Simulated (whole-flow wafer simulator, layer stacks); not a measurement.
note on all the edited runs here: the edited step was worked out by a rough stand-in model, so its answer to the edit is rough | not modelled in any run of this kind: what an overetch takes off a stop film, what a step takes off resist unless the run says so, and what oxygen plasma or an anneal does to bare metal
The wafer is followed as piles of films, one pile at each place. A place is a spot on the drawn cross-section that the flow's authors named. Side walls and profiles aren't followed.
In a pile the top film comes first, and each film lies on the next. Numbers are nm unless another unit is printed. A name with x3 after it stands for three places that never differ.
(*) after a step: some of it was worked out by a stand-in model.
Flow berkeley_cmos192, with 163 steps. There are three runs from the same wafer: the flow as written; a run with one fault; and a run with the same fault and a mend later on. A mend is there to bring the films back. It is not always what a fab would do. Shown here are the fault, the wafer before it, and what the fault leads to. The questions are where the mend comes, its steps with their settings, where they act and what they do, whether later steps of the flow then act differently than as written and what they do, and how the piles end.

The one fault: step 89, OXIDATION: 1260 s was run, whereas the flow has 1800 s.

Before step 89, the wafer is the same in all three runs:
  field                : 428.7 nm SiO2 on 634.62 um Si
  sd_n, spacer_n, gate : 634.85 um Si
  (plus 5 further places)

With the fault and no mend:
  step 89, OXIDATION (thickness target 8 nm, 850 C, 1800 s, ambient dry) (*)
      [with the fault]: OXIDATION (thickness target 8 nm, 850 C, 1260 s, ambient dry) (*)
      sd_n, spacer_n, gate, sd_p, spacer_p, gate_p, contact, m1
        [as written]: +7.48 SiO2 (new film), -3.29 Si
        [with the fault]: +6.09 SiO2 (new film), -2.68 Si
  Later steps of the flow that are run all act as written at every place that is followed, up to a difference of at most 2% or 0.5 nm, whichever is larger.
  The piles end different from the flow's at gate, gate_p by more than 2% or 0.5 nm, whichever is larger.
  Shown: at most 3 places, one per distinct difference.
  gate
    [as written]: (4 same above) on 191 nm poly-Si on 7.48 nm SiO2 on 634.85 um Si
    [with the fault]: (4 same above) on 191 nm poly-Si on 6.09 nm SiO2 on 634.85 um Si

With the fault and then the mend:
  The mend stands after step 89.
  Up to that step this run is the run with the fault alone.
  step 89a, OXIDATION (thickness target 8 nm, 850 C, 540 s, ambient dry) (*) (a further turn of the flow's step 89, with different settings)
      sd_n, spacer_n, gate, sd_p, spacer_p, gate_p, contact, m1
        +1.39 SiO2, -0.61 Si
      field
        +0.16 SiO2, -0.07 Si
  Later steps of the flow that are run all act as written at every place that is followed.
  At every place that both follow, the piles at the end match the flow's.
